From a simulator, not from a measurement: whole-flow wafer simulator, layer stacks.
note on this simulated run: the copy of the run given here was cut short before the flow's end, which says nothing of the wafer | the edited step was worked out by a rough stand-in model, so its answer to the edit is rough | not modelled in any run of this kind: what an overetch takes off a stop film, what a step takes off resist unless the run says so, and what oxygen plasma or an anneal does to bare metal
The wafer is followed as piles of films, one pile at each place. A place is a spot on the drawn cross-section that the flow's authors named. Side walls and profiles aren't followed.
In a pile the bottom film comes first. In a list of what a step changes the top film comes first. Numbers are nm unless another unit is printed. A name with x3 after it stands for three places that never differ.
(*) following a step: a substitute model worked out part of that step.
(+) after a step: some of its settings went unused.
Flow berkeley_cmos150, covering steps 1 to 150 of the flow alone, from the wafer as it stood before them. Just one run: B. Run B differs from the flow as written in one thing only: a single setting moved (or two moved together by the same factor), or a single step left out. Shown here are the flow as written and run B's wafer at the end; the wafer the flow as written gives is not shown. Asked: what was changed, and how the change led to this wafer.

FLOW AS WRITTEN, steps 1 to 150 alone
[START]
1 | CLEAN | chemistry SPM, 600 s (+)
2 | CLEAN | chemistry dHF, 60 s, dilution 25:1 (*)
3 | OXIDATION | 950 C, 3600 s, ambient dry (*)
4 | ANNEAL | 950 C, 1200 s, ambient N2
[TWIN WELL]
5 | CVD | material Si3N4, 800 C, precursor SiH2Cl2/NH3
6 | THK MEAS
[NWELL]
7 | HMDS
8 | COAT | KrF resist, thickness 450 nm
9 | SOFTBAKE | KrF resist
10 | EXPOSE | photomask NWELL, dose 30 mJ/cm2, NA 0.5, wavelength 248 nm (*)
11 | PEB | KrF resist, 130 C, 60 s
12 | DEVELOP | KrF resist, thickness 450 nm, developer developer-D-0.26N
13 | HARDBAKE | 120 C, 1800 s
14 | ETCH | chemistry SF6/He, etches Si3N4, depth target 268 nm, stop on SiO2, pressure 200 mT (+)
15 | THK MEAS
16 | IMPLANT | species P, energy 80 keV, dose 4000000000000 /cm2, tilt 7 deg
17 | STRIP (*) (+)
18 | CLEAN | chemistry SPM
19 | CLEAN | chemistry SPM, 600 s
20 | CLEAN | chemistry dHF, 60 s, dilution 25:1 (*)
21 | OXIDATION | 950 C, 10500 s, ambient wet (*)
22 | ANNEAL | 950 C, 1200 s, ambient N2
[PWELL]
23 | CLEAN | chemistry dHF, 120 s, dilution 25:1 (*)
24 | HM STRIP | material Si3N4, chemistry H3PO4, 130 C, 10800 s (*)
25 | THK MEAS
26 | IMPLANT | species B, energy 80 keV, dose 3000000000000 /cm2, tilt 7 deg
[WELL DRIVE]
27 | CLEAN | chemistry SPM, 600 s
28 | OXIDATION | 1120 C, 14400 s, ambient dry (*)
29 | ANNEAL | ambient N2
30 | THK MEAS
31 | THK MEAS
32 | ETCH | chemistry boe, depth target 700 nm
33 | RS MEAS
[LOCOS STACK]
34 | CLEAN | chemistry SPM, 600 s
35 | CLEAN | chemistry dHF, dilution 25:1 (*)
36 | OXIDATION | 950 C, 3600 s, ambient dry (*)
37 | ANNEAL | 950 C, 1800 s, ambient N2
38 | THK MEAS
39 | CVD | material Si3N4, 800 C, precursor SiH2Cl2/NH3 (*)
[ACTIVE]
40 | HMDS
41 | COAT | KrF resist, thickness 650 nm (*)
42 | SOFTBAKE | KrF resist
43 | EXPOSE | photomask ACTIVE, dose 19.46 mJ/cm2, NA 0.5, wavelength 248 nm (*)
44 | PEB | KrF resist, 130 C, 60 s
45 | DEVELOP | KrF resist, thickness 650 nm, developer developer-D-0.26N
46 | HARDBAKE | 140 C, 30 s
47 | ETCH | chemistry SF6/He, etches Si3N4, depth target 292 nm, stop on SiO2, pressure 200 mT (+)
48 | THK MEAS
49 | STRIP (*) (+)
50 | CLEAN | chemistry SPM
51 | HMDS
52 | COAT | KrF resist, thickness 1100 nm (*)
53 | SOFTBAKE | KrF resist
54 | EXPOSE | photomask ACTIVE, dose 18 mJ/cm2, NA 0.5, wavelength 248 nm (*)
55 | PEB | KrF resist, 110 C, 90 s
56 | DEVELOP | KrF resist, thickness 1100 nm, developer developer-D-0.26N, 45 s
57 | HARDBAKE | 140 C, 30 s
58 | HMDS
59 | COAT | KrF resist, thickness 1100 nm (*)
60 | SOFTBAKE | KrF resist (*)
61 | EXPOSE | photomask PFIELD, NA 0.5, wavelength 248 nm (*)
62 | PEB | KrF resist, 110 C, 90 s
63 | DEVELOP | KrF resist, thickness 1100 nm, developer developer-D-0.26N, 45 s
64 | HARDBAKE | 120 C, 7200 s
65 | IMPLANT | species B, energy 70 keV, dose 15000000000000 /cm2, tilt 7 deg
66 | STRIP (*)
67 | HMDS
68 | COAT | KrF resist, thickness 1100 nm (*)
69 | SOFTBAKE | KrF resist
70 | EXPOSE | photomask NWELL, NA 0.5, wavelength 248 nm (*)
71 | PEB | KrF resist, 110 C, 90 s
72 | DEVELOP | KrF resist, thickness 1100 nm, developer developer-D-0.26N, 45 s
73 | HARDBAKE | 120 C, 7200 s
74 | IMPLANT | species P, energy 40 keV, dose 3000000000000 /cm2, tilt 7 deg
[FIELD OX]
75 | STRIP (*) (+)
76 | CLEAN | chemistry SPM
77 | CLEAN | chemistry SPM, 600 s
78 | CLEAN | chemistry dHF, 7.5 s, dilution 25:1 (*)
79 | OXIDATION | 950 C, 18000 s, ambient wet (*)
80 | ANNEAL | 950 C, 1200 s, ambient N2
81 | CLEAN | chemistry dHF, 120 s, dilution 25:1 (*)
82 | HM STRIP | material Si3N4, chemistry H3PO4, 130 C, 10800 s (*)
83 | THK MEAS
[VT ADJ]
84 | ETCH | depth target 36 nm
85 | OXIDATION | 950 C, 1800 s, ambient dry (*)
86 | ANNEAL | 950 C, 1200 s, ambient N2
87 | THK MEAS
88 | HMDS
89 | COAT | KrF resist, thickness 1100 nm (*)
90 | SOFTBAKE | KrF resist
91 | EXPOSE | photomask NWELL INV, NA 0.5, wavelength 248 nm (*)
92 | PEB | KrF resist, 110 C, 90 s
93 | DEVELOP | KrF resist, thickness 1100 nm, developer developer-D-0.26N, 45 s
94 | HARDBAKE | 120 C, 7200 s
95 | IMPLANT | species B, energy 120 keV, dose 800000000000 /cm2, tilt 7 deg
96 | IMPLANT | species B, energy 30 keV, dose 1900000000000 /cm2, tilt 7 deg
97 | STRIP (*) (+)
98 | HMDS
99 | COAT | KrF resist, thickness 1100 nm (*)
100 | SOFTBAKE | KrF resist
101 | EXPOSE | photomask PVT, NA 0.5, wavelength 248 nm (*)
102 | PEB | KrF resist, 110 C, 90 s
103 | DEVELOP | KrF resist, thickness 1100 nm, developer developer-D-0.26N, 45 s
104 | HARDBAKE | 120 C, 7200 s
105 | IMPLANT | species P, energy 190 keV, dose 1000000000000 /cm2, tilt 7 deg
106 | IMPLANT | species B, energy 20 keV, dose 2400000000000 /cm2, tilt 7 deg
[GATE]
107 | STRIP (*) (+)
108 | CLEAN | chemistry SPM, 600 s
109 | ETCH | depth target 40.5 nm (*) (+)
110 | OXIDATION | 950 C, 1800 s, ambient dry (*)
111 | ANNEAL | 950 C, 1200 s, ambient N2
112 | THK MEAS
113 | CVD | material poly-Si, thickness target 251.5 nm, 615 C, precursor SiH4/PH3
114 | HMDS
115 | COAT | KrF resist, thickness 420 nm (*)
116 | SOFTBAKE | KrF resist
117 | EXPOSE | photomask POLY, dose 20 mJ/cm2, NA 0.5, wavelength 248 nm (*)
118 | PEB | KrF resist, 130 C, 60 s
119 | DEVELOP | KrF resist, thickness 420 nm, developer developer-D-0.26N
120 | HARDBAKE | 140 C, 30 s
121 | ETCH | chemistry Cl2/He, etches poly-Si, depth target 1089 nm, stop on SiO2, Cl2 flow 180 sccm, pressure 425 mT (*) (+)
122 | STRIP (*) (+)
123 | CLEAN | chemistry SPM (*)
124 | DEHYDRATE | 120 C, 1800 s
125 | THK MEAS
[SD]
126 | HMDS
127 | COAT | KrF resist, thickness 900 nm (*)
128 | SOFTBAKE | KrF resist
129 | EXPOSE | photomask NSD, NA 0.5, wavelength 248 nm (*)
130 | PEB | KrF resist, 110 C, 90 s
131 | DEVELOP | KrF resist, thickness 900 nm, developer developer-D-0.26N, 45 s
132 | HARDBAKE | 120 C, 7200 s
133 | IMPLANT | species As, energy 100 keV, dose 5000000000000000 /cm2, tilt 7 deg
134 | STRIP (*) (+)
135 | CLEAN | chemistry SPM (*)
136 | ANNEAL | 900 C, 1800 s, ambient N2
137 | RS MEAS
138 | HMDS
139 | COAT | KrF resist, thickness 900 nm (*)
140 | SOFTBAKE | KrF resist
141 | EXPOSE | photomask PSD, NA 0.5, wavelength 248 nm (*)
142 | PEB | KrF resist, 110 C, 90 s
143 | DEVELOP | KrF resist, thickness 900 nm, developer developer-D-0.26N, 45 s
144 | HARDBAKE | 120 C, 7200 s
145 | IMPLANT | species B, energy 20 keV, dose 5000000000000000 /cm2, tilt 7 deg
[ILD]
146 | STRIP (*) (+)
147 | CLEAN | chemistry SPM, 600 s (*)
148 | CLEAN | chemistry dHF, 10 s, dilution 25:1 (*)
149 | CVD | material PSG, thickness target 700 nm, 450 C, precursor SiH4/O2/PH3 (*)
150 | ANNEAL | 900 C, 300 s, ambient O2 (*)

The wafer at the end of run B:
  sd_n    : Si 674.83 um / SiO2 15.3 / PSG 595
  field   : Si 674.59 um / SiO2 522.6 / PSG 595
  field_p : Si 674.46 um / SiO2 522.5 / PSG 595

The reason: step 149, CVD: thickness target 595 nm was run, whereas the flow has thickness target 700 nm.
One can read it off the wafer: sd_n has PSG 595, and step 149 as written asks for 700 nm.

The path from the change to this, step by step:
  149 | CVD | material PSG, thickness target 700 nm, 450 C, precursor SiH4/O2/PH3 (*)
      field, field_p, sd_n, gate_n, gate_p, contact, m1: +595 PSG (new film) (it would be, as written: +700 PSG (new film))
      sd_p: +546.1 PSG (new film) (it would be, as written: +639.5 PSG (new film))
